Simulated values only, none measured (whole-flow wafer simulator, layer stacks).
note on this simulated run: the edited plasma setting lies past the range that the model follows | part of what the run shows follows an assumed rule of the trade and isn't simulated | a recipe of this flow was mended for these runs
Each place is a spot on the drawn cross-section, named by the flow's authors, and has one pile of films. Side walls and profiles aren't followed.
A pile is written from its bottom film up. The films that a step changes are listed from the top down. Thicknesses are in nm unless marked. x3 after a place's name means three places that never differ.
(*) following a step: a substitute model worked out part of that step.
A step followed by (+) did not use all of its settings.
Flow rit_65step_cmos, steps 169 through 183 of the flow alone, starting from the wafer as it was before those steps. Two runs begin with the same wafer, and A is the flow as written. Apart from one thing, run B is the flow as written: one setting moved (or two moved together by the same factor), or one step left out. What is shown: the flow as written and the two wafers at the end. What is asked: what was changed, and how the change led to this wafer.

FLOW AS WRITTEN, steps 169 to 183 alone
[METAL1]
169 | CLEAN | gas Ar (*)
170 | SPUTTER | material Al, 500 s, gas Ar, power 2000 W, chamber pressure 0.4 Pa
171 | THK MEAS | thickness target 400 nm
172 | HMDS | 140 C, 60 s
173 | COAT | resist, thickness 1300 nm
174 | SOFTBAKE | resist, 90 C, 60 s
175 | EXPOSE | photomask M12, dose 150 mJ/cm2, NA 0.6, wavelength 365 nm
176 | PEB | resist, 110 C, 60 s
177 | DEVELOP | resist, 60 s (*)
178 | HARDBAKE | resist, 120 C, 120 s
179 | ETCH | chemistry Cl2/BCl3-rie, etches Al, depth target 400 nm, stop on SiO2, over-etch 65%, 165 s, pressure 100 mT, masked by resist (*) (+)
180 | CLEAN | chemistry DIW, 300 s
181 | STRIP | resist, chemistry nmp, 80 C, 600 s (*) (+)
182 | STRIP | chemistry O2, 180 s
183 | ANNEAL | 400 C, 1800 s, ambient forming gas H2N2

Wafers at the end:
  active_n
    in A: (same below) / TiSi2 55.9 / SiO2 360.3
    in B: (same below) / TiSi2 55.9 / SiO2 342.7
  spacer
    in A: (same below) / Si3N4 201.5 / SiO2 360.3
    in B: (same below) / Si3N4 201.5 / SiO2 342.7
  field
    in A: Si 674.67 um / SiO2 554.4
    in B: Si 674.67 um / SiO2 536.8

Cause: step 170, SPUTTER: power 1295 W was run, though the flow has power 2000 W; step 170, SPUTTER: chamber pressure 0.259 Pa was run, where the flow has chamber pressure 0.4 Pa.

The path from the change to this, step by step:
  170 | SPUTTER | material Al, 500 s, gas Ar, power 2000 W, chamber pressure 0.4 Pa
      field, field_pw, field_nw and 10 more: A Al gains 400 (new film) | B Al gains 259 (new film)
      contact: A Al gains 255.4 (new film) | B Al gains 169.2 (new film)
  173 | COAT | resist, thickness 1300 nm
      contact: A resist gains 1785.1 (new film) | B resist gains 1730.1 (new film)
  176 | PEB | resist, 110 C, 60 s
      contact: A resist loses 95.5 | B resist loses 92.4
  178 | HARDBAKE | resist, 120 C, 120 s
      contact: A resist loses 62.1 | B resist loses 60
  179 | ETCH | chemistry Cl2/BCl3-rie, etches Al, depth target 400 nm, stop on SiO2, over-etch 65%, 165 s, pressure 100 mT, masked by resist (*) (+)
      field, field_pw, field_nw and 9 more: A Al loses 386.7 (all of it), SiO2 loses 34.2 | B Al loses 245.7 (all of it), SiO2 loses 51.8
  181 | STRIP | resist, chemistry nmp, 80 C, 600 s (*) (+)
      contact: A resist loses 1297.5 (all of it) | B resist loses 1247.7 (all of it)
